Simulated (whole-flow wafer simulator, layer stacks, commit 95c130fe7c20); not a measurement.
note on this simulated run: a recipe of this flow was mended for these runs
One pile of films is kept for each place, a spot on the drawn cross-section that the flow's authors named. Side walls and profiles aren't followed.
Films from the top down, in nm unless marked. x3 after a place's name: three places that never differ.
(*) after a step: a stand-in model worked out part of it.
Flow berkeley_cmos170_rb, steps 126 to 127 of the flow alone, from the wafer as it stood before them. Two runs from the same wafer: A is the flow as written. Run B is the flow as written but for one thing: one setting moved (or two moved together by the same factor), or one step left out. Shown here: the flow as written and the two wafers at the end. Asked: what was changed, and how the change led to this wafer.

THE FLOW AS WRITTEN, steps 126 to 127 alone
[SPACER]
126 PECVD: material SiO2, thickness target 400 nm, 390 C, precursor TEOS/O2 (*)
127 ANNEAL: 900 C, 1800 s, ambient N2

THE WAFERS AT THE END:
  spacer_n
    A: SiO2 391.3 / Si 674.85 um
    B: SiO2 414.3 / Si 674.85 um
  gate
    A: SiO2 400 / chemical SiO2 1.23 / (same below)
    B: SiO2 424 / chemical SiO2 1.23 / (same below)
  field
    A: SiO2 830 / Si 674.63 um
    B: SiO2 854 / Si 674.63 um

The cause: step 126, PECVD: thickness target 424 nm was run, where the flow has thickness target 400 nm.
It can be read off the wafer: gate has SiO2 424, and step 126 as written asks for 400 nm.

How the change led to this, step by step:
  126 PECVD: material SiO2, thickness target 400 nm, 390 C, precursor TEOS/O2 (*)
      field, sd_n, contact, m1: A SiO2 +400 | B SiO2 +424
      spacer_n, sd_p, spacer_p: A SiO2 +385.3 | B SiO2 +408.3
      (and at 2 more places)
